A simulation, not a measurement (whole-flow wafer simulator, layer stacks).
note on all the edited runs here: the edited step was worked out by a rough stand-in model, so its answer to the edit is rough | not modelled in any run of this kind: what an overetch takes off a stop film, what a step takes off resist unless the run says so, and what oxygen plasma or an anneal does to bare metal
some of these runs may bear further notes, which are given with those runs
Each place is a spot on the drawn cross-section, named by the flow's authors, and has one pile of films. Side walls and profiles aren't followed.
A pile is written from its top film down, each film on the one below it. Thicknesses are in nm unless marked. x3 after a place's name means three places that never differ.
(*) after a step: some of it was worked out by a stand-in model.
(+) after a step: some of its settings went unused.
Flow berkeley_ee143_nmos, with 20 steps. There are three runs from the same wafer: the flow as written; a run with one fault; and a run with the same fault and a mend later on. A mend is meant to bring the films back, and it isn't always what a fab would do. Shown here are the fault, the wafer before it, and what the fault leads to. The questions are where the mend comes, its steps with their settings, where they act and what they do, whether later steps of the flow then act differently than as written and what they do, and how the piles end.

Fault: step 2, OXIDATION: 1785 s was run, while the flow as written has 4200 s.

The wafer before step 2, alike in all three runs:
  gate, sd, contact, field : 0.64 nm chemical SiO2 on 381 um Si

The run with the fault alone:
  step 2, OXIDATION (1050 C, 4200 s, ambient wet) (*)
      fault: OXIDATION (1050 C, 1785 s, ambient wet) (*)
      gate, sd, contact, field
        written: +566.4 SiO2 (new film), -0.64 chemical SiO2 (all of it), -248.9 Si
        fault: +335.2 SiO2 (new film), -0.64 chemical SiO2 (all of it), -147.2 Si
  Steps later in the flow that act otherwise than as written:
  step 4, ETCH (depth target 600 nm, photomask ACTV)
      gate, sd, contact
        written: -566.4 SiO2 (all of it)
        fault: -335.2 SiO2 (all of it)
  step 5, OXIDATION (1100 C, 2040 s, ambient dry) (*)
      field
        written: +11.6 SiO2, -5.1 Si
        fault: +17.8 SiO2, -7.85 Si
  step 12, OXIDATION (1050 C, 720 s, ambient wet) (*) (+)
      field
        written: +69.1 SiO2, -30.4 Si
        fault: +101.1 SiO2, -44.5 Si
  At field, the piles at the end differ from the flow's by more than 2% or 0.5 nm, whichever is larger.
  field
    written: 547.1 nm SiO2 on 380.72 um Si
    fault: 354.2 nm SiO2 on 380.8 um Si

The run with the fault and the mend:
  After step 2 comes the mend.
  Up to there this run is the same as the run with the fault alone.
  step 2a, OXIDATION (1050 C, 2415 s, ambient wet) (*) (the flow's step 2 again, with other settings)
      gate, sd, contact, field
        +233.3 SiO2, -102.7 Si
  None of the later steps of the flow differs from how it acts as written, at any place that is followed, by more than 2% or 0.5 nm, whichever is larger.
  The piles end only slightly different from the flow's at the places that both follow, by no more than 2% or 0.5 nm, whichever is larger.
